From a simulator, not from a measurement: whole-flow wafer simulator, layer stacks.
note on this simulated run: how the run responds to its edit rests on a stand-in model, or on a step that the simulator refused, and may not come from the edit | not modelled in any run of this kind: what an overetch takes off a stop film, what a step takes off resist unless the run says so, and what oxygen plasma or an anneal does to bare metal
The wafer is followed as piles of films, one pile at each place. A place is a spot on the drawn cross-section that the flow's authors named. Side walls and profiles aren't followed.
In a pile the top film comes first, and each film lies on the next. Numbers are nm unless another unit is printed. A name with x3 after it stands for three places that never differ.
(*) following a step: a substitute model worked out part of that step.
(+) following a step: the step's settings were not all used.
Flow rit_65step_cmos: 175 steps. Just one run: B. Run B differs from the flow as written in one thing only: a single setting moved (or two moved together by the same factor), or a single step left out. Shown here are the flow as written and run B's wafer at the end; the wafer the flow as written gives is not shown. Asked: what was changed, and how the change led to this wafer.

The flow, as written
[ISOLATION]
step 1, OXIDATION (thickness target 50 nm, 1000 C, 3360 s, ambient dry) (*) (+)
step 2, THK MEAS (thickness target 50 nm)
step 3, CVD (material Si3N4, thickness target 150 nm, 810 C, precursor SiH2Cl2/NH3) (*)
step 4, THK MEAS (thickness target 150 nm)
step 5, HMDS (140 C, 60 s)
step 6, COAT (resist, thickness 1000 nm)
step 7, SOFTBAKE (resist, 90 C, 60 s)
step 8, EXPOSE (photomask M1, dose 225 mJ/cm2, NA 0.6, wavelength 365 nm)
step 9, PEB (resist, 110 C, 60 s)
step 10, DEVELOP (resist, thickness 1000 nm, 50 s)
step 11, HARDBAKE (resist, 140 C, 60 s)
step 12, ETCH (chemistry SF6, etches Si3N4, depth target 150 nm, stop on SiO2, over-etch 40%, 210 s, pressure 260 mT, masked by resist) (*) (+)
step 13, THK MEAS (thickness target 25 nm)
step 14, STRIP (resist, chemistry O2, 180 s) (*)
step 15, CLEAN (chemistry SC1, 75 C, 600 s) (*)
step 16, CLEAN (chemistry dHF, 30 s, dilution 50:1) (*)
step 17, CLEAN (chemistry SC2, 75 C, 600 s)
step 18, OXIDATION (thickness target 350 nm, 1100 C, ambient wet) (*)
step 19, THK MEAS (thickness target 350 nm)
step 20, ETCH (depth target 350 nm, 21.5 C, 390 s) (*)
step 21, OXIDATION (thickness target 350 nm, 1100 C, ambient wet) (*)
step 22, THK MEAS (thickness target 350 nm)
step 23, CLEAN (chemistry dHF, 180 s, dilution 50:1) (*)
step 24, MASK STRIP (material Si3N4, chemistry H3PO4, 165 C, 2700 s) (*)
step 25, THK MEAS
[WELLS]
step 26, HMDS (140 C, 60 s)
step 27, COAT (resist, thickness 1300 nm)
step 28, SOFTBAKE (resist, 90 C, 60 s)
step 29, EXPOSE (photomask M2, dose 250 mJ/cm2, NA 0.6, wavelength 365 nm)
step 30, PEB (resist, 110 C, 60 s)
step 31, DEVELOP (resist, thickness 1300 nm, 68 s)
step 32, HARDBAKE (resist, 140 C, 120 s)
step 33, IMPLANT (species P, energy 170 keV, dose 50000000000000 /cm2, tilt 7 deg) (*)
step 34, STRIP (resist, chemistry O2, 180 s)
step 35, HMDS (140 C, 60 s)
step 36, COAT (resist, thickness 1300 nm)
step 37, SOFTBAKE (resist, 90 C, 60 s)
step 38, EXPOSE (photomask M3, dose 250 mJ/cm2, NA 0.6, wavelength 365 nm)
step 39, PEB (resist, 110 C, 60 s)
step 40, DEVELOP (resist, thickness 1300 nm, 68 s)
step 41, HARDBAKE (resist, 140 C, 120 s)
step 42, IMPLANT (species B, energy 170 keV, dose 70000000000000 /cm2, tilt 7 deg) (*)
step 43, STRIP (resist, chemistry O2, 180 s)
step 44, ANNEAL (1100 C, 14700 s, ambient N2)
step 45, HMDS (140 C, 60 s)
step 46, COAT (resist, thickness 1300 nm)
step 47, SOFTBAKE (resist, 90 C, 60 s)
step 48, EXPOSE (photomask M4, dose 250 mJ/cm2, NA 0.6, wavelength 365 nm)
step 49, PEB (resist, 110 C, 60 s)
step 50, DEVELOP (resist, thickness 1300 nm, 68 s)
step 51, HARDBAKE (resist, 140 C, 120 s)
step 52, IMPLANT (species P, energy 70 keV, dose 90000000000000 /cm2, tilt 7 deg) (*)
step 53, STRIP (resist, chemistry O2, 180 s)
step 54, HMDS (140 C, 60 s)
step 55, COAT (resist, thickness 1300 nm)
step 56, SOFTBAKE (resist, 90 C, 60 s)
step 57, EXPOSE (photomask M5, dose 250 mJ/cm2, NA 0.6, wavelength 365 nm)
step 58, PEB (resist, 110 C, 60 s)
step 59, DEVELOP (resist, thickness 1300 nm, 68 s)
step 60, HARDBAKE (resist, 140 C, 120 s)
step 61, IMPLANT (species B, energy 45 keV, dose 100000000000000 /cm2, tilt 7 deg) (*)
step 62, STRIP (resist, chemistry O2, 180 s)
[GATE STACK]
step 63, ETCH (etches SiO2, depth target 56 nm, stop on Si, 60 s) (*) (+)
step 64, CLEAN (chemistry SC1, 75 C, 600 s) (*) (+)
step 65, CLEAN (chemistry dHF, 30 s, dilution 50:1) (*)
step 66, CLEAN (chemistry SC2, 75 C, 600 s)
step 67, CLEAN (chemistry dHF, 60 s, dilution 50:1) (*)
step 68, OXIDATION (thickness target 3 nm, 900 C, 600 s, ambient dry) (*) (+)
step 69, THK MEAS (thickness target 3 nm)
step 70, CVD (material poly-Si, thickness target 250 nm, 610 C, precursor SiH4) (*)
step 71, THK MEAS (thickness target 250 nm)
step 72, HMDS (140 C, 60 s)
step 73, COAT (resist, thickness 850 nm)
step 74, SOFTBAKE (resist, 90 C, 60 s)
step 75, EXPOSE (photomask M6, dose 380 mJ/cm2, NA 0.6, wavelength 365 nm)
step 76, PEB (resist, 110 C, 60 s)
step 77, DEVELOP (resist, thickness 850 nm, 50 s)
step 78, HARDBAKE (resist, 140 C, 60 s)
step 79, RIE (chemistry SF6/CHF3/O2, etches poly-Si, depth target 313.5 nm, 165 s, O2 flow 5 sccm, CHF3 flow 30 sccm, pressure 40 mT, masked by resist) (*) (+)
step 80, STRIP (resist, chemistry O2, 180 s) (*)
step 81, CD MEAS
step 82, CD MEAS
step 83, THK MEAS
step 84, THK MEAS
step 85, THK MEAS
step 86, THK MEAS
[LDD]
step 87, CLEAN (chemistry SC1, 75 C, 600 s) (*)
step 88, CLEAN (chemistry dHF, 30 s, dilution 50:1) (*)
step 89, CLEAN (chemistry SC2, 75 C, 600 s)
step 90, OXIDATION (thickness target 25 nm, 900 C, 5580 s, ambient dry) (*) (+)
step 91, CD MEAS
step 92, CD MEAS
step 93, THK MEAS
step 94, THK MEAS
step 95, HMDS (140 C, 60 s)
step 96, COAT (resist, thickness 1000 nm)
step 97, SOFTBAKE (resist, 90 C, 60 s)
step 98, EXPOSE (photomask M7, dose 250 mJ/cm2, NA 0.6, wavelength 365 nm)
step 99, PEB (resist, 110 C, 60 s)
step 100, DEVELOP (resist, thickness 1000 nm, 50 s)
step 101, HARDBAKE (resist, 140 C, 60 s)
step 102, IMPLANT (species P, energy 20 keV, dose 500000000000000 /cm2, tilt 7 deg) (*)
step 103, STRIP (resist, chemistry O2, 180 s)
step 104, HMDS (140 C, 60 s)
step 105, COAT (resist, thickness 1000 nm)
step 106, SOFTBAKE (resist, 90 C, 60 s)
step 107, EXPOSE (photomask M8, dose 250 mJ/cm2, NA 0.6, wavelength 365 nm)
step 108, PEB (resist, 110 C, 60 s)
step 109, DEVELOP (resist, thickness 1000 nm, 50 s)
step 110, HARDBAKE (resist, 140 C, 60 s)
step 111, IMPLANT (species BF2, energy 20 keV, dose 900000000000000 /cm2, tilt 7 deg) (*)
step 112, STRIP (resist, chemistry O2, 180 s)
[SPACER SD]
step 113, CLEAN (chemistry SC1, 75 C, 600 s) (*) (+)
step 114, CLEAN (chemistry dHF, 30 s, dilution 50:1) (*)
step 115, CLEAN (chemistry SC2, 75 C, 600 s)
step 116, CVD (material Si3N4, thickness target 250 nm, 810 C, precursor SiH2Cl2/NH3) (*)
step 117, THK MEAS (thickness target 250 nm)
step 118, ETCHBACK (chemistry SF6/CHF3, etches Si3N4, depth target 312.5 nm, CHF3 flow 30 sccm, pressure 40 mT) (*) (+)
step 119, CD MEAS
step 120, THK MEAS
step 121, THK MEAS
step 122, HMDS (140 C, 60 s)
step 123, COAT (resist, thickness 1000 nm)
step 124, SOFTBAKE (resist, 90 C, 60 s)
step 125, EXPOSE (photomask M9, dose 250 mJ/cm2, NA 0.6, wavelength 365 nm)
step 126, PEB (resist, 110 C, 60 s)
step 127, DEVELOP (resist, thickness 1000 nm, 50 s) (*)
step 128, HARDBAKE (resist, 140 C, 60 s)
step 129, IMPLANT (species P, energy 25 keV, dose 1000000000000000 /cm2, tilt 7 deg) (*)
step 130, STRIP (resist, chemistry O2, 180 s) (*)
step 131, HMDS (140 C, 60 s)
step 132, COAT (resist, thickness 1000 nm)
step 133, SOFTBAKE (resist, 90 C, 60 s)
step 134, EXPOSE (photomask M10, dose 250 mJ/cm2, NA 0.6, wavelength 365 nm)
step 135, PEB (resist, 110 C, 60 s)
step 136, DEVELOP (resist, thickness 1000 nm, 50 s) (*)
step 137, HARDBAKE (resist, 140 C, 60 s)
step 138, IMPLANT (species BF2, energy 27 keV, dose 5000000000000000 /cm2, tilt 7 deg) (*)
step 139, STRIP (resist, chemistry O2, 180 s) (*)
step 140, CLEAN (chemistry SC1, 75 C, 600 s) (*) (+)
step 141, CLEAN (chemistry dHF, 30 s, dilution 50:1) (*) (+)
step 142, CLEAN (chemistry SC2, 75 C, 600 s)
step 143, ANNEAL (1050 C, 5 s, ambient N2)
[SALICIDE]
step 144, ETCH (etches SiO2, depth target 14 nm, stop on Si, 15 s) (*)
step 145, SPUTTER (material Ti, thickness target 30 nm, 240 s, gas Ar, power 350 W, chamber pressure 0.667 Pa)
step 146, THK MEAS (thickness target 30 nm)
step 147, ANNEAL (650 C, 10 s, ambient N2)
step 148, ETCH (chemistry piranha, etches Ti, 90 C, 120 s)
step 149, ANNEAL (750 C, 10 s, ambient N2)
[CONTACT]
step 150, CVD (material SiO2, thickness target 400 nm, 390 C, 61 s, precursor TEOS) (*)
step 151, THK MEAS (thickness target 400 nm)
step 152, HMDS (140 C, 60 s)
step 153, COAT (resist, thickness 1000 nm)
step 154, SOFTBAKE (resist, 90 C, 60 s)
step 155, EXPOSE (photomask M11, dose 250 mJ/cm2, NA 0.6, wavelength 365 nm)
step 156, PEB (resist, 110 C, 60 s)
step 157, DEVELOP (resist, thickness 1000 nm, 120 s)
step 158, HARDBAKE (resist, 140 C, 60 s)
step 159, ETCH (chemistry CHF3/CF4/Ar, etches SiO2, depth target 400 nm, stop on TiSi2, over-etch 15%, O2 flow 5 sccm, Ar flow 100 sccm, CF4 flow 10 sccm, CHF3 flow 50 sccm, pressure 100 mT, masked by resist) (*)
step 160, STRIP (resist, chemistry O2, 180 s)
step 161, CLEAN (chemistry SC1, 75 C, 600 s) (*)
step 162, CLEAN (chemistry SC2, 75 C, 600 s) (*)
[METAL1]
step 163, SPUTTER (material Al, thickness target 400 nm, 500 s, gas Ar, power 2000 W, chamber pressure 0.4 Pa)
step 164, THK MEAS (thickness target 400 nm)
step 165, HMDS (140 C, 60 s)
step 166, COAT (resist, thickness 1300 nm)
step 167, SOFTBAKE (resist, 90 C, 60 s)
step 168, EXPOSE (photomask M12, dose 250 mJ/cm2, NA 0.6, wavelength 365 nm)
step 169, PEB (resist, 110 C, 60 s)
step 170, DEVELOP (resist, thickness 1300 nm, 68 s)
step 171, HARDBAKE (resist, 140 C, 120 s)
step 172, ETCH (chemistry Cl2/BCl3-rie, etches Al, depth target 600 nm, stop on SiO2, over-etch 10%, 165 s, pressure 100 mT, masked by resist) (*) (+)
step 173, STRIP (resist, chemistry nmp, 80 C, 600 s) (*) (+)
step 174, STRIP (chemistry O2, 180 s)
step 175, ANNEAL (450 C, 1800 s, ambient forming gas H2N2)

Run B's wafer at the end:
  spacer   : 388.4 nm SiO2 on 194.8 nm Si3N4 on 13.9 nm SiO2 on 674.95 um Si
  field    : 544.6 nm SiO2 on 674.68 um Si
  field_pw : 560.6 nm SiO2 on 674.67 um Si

Cause: step 163, SPUTTER: thickness target 600 nm was run, while the flow as written has thickness target 400 nm.

The path from the change to this, step by step:
  step 163, SPUTTER (material Al, thickness target 400 nm, 500 s, gas Ar, power 2000 W, chamber pressure 0.4 Pa)
      field, field_pw, field_p, spacer, spacer_p: +600 Al (new film) (as written it would have been: +400 Al (new film))
      gate_n, gate_p: +552.9 Al (new film) (as written it would have been: +396 Al (new film))
      (as well as at 1 more place)
  step 166, COAT (resist, thickness 1300 nm)
      gate_n: +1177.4 resist (new film) (as written it would have been: +1131.7 resist (new film))
      gate_p: +1180.6 resist (new film) (as written it would have been: +1135.6 resist (new film))
  step 169, PEB (resist, 110 C, 60 s)
      gate_n: -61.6 resist (as written it would have been: -59.1 resist)
      gate_p: -61.8 resist (as written it would have been: -59.3 resist)
  step 170, DEVELOP (resist, thickness 1300 nm, 68 s)
      gate_n: -1115.8 resist (all of it) (as written it would have been: -1072.6 resist (all of it))
      gate_p: -1118.8 resist (all of it) (as written it would have been: -1076.3 resist (all of it))
  step 172, ETCH (chemistry Cl2/BCl3-rie, etches Al, depth target 600 nm, stop on SiO2, over-etch 10%, 165 s, pressure 100 mT, masked by resist) (*) (+)
      field, field_pw, field_p, spacer, spacer_p: -600 Al (all of it), -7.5 SiO2 (as written it would have been: -400 Al (all of it), -32.5 SiO2)
      gate_n, gate_p: -552.9 Al (all of it), -13.4 SiO2 (as written it would have been: -396 Al (all of it), -33 SiO2)
      (as well as at 1 more place)
